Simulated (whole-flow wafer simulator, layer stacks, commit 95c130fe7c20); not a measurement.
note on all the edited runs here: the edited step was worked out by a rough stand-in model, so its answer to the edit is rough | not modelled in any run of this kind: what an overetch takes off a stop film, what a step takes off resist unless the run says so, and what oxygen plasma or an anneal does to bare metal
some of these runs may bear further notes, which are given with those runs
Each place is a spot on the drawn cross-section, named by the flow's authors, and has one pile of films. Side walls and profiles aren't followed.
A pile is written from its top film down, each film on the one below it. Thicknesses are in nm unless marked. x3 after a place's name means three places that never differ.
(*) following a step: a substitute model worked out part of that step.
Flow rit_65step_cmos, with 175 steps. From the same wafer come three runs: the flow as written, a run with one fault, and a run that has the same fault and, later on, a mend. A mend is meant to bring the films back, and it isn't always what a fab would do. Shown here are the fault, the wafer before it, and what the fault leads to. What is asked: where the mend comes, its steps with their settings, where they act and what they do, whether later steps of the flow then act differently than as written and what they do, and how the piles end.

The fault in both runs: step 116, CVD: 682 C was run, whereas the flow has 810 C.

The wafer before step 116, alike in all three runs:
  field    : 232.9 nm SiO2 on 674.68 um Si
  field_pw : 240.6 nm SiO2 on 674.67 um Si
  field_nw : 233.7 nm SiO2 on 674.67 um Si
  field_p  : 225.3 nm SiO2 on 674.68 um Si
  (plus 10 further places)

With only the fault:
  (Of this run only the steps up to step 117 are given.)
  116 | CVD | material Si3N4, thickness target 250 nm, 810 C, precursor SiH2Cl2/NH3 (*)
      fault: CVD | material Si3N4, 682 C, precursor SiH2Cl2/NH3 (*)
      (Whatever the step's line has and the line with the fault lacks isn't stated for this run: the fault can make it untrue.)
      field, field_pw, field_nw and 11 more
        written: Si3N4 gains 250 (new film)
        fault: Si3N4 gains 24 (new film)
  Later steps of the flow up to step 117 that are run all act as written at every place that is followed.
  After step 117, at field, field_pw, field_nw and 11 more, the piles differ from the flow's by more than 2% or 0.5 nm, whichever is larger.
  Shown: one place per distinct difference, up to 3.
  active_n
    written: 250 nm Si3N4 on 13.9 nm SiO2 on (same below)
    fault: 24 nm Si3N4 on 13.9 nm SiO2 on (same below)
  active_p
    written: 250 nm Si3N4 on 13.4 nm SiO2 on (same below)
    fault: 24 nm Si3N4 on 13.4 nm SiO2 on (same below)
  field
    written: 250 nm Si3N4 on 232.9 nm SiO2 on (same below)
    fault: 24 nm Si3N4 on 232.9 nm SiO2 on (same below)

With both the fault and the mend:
  After step 117 comes the mend.
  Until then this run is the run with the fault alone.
  117a | CVD | material Si3N4, thickness target 226 nm, 810 C, precursor SiH2Cl2/NH3 (*) (the flow's step 116, run once more with other settings)
      field, field_pw, field_nw and 11 more
        Si3N4 gains 226
  Later steps of the flow that are run all act as written at every place that is followed, up to a difference of at most 2% or 0.5 nm, whichever is larger.
  The piles end only slightly different from the flow's at the places that both follow, by no more than 2% or 0.5 nm, whichever is larger.
